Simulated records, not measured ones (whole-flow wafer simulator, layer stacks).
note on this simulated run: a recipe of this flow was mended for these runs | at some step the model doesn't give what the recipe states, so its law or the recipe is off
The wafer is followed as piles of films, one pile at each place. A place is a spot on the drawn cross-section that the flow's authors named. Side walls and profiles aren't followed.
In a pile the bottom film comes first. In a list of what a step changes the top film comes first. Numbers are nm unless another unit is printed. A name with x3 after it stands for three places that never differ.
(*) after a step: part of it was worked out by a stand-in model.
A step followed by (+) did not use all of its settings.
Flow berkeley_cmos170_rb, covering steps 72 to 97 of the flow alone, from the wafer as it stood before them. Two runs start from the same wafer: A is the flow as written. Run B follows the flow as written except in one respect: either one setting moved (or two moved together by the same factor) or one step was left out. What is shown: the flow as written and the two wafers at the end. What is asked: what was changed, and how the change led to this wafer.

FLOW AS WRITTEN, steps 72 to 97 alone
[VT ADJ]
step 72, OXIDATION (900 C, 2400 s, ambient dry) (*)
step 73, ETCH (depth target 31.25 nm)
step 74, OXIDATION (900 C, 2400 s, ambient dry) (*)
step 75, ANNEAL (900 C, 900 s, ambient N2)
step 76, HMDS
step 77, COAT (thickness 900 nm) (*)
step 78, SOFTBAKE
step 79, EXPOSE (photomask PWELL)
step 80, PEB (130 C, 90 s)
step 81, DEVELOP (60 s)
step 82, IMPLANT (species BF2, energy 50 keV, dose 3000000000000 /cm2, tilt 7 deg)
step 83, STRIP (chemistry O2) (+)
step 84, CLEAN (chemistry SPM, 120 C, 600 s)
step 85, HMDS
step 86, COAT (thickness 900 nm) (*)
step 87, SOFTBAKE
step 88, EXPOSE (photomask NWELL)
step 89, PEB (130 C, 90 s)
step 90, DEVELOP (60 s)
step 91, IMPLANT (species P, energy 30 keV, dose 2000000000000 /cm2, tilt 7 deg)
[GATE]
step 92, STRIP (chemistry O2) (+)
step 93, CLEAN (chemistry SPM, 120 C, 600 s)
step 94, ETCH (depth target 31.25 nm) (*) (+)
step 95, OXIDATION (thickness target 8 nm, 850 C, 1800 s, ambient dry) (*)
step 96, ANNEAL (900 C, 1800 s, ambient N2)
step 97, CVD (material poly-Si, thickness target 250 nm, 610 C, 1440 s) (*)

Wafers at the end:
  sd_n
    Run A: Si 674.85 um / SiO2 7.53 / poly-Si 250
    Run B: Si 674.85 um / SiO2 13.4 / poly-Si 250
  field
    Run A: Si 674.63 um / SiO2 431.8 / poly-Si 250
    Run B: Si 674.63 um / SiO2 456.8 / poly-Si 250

Cause: step 94, ETCH: depth target 6.25 nm was run, while the flow as written has depth target 31.25 nm.

Step by step, how the change led to this:
  step 94, ETCH (depth target 31.25 nm) (*) (+)
      sd_n, spacer_n, gate, sd_p, spacer_p, gate_p, contact, m1: A -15 SiO2 (all of it) | B -6.25 SiO2
      field: A -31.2 SiO2 | B -6.25 SiO2
  step 95, OXIDATION (thickness target 8 nm, 850 C, 1800 s, ambient dry) (*)
      sd_n, spacer_n, gate, sd_p, spacer_p, gate_p, contact, m1: A +7.53 SiO2 (new film), -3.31 Si | B +4.57 SiO2, -2.01 Si
